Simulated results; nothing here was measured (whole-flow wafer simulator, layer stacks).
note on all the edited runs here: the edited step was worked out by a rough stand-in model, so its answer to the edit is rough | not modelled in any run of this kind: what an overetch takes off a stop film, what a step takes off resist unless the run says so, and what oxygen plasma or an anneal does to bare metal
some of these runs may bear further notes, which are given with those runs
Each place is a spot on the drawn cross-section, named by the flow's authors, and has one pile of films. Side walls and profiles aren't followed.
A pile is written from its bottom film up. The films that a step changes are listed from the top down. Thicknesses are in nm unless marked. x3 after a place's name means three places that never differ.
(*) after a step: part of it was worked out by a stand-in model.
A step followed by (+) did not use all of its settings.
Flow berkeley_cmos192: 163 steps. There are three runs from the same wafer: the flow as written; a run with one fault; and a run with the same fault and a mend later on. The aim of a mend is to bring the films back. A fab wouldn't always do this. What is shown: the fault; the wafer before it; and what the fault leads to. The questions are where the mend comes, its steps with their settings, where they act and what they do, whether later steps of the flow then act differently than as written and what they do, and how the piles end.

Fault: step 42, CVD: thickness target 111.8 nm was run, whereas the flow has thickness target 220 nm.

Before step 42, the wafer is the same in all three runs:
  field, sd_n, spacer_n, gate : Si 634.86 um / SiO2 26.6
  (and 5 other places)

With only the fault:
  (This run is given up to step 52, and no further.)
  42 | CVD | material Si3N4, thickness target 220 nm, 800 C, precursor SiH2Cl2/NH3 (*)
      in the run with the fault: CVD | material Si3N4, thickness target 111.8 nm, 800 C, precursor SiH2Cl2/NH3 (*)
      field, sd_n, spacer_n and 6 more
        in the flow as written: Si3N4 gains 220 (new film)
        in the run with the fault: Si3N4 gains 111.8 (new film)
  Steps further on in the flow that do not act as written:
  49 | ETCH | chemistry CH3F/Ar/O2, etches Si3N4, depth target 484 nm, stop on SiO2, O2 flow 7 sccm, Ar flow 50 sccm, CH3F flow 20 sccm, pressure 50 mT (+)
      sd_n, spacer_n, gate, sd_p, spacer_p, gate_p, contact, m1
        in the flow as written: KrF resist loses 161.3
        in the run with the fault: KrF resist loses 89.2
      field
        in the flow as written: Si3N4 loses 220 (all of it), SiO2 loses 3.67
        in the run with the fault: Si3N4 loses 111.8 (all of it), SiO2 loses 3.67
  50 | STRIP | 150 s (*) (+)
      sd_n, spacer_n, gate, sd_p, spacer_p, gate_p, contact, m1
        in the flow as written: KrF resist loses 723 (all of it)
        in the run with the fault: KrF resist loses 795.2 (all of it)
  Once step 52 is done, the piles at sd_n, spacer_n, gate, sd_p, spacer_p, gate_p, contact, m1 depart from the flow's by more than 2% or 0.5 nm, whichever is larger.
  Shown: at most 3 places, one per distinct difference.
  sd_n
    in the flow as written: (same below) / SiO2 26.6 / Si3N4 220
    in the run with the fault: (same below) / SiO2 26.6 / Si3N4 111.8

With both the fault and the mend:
  The mend follows step 42.
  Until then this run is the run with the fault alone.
  42a | CVD | material Si3N4, thickness target 108.2 nm, 800 C, precursor SiH2Cl2/NH3 (*) (the flow's step 42 again, with other settings)
      field, sd_n, spacer_n and 6 more
        Si3N4 gains 108.2
  None of the later steps of the flow acts differently than as written at any place that is followed.
  The piles end the same as the flow's at every place that both follow.
